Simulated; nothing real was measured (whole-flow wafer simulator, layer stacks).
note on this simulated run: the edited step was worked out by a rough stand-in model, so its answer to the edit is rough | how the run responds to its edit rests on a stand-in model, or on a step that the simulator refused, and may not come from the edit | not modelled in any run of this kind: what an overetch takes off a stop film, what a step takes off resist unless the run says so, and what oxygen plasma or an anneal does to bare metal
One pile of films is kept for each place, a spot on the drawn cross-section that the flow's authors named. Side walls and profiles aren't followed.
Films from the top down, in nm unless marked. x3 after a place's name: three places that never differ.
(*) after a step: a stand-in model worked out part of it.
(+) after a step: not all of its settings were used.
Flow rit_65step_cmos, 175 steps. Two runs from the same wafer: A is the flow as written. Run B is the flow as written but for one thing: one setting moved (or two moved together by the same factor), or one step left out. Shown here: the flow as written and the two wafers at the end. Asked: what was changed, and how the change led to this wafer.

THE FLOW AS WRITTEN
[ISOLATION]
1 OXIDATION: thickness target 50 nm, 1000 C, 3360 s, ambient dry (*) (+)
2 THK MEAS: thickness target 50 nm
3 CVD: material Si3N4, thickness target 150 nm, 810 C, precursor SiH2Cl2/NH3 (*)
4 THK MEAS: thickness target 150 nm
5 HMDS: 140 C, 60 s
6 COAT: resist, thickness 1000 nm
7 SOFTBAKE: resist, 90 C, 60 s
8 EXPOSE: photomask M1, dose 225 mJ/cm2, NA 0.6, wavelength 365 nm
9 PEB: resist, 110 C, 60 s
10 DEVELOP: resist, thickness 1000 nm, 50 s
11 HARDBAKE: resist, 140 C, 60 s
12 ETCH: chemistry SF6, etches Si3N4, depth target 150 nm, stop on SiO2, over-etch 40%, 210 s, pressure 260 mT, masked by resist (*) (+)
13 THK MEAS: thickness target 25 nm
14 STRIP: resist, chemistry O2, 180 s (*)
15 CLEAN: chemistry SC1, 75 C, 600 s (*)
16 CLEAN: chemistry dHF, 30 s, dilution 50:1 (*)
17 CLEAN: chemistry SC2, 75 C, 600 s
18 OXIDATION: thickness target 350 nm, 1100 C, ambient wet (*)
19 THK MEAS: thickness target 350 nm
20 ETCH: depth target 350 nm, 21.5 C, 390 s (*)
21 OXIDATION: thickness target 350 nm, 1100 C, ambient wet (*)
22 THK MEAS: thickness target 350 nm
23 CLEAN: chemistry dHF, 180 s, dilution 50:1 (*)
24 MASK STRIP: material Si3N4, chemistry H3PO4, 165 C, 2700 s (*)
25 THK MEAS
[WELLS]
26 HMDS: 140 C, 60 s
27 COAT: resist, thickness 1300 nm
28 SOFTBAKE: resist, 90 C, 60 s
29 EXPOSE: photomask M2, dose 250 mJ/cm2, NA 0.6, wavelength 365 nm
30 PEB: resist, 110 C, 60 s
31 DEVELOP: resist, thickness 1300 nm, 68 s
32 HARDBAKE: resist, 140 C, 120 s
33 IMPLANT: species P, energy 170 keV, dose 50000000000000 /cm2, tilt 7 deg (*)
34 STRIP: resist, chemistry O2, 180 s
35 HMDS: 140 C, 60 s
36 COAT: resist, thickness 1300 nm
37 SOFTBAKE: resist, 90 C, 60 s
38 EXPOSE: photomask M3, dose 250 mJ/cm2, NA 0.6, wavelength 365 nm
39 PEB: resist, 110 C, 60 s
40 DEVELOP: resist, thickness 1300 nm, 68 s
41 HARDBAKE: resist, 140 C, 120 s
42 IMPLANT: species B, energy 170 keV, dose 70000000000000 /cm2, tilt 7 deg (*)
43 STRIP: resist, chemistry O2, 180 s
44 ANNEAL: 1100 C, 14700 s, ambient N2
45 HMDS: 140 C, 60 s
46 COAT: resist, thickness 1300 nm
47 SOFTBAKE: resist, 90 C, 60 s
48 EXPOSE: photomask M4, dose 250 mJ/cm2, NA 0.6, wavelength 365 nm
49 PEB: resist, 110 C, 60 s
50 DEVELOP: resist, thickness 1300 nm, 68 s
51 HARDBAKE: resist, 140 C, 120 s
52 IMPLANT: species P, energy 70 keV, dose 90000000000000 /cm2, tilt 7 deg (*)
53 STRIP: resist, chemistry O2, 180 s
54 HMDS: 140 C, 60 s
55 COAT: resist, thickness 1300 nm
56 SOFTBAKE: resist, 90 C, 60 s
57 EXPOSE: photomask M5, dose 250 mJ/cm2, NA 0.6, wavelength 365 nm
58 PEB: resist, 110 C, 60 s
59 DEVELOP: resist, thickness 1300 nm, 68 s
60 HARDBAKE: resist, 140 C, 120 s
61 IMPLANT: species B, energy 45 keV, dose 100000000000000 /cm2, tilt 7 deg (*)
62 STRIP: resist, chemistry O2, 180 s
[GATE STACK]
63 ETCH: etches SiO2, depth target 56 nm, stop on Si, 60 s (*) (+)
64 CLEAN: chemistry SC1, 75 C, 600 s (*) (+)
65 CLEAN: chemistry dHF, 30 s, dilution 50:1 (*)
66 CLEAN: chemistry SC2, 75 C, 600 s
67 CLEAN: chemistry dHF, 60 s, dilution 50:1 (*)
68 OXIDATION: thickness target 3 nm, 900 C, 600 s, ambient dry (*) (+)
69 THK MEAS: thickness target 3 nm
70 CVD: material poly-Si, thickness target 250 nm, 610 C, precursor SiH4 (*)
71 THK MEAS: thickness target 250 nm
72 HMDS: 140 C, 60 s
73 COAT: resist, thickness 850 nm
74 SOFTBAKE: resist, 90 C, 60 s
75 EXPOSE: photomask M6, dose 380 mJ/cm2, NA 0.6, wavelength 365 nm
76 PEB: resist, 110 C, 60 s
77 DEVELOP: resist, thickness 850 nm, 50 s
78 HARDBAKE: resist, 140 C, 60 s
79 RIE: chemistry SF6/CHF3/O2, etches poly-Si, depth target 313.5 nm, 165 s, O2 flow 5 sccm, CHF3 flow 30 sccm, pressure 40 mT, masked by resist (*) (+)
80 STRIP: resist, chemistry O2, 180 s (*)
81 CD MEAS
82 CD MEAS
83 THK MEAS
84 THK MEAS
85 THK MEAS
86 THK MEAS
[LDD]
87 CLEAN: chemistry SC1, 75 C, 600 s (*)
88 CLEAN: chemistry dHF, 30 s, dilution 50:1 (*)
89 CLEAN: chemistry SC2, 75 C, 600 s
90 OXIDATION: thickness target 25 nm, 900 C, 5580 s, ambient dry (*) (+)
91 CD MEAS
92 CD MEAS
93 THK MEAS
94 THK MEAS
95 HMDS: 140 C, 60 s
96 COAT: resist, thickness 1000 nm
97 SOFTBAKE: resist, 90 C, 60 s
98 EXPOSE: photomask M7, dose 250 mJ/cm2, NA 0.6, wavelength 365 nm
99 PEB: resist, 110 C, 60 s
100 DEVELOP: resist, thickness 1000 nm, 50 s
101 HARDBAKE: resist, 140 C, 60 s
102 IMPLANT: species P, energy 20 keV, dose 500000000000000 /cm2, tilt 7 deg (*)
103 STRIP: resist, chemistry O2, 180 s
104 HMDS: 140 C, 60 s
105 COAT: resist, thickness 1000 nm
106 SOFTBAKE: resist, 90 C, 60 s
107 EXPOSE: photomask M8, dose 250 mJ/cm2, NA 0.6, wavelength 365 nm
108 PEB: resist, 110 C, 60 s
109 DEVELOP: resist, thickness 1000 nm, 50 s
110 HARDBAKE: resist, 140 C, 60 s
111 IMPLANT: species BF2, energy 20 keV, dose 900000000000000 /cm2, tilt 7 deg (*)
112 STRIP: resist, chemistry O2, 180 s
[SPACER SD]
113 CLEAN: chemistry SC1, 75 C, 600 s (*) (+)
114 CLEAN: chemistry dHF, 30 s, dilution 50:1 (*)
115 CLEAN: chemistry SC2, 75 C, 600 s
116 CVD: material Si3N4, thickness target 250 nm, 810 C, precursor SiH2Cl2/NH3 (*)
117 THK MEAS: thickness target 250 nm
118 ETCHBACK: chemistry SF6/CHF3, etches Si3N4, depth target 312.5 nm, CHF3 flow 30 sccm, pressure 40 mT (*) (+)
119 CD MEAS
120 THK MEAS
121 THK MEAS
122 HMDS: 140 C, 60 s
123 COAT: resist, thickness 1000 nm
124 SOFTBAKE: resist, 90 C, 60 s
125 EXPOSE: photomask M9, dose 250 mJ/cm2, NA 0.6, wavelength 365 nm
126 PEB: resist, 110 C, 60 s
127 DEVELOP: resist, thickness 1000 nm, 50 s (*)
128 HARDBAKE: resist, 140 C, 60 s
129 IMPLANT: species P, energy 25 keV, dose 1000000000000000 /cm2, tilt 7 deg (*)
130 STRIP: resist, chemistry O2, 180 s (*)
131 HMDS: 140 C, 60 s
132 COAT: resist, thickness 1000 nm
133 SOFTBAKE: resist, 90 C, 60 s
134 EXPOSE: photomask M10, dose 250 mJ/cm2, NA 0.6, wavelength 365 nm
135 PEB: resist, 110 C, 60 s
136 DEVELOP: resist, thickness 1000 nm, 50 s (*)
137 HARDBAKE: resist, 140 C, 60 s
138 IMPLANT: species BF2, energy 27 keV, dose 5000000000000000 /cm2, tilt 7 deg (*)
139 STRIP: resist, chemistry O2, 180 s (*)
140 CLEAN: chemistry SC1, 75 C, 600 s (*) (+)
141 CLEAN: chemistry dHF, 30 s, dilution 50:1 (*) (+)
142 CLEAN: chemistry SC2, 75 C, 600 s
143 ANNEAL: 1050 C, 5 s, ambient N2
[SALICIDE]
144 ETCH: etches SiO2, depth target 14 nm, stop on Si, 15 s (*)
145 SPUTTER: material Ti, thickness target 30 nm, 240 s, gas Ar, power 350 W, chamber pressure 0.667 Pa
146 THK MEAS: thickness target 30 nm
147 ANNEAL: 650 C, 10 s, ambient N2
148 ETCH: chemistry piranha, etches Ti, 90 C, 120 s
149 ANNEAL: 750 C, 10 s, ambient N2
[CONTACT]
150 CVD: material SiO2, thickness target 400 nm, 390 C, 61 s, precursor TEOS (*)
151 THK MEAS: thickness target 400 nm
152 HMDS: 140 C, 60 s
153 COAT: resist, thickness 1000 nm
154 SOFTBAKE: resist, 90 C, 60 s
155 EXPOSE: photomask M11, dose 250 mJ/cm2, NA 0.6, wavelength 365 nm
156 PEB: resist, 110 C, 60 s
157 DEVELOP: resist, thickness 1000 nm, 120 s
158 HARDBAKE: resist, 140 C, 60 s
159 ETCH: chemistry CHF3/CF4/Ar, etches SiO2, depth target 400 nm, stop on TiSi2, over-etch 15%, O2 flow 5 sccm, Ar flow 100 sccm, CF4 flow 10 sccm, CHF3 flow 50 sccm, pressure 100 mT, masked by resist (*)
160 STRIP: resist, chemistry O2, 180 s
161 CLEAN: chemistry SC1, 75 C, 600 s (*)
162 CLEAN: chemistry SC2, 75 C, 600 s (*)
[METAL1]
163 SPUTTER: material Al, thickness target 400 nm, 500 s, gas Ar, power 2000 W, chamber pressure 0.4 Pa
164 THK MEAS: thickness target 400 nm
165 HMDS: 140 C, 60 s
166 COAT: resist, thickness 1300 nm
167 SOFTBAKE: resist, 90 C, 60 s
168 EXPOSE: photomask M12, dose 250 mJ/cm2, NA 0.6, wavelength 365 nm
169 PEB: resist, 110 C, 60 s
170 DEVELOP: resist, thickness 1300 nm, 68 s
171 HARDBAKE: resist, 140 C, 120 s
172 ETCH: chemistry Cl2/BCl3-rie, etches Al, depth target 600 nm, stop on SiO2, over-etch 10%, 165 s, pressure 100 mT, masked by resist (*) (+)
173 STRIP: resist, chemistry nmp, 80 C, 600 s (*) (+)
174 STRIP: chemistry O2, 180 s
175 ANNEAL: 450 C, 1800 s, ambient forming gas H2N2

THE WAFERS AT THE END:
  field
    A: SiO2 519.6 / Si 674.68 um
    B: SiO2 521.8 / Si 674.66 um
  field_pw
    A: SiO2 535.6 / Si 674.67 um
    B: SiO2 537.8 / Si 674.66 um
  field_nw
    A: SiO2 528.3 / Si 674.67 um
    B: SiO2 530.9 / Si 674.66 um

The cause: step 1, OXIDATION: 1150 C was run, where the flow has 1000 C.

How the change led to this, step by step:
  1 OXIDATION: thickness target 50 nm, 1000 C, 3360 s, ambient dry (*) (+)
      field, field_pw, field_nw and 11 more: A SiO2 +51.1 (new film), Si -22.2 | B SiO2 +151.8 (new film), Si -66.5
  18 OXIDATION: thickness target 350 nm, 1100 C, ambient wet (*)
      field, field_p: A SiO2 +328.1, Si -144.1 | B SiO2 +267.2, Si -117.6
      field_pw, field_nw: A SiO2 +332.2, Si -146.2 | B SiO2 +267.2, Si -117.6
  20 ETCH: depth target 350 nm, 21.5 C, 390 s (*)
      field, field_p: A SiO2 -351.3 (all of it), Si -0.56 | B SiO2 -380.9
      field_pw, field_nw: A SiO2 -355.4 (all of it), Si -0.49 | B SiO2 -380.9
  21 OXIDATION: thickness target 350 nm, 1100 C, ambient wet (*)
      field, field_pw, field_nw, field_p: A SiO2 +350 (new film), Si -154 | B SiO2 +342, Si -150.5
  27 COAT: resist, thickness 1300 nm
      field_pw, field_nw: A resist +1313 (new film) | B resist +1348.4 (new film)
      field: A resist +1315.7 (new film) | B resist +1365.6 (new film)
      (and at 1 more place)
  30 PEB: resist, 110 C, 60 s
      field, field_p: A resist -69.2 | B resist -72
      field_pw, field_nw: A resist -69.1 | B resist -70.9
  31 DEVELOP: resist, thickness 1300 nm, 68 s
      field_nw: A resist -1243.9 (all of it) | B resist -1277.5 (all of it)
      field_p: A resist -1246.4 (all of it) | B resist -1293.4 (all of it)
  32 HARDBAKE: resist, 140 C, 120 s
      field: A resist -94 | B resist -98.3
      field_pw: A resist -93.8 | B resist -96.3
  34 STRIP: resist, chemistry O2, 180 s
      field: A resist -1152.5 (all of it) | B resist -1195.3 (all of it)
      field_pw: A resist -1150.2 (all of it) | B resist -1181.2 (all of it)
  36 COAT: resist, thickness 1300 nm
      field_pw, field_nw: A resist +1313 (new film) | B resist +1348.4 (new film)
      field: A resist +1315.7 (new film) | B resist +1365.6 (new film)
      (and at 1 more place)
  39 PEB: resist, 110 C, 60 s
      field, field_p: A resist -69.2 | B resist -72
      field_pw, field_nw: A resist -69.1 | B resist -70.9
  40 DEVELOP: resist, thickness 1300 nm, 68 s
      field: A resist -1246.5 (all of it) | B resist -1293.6 (all of it)
      field_pw: A resist -1243.9 (all of it) | B resist -1277.5 (all of it)
  41 HARDBAKE: resist, 140 C, 120 s
      field_nw: A resist -93.8 | B resist -96.3
      field_p: A resist -94 | B resist -98.3
  43 STRIP: resist, chemistry O2, 180 s
      field_nw: A resist -1150.2 (all of it) | B resist -1181.2 (all of it)
      field_p: A resist -1152.5 (all of it) | B resist -1195.1 (all of it)
  46 COAT: resist, thickness 1300 nm
      field_pw, field_nw: A resist +1313 (new film) | B resist +1348.4 (new film)
      field: A resist +1315.7 (new film) | B resist +1365.6 (new film)
      (and at 1 more place)
  49 PEB: resist, 110 C, 60 s
      field, field_p: A resist -69.2 | B resist -72
      field_pw, field_nw: A resist -69.1 | B resist -70.9
  ... 48 more steps ...
  170 DEVELOP: resist, thickness 1300 nm, 68 s
      gate_n: A resist -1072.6 (all of it) | B resist -1035.8 (all of it)
      gate_p: A resist -1076.3 (all of it) | B resist -1044 (all of it)
      (and at 2 more places)
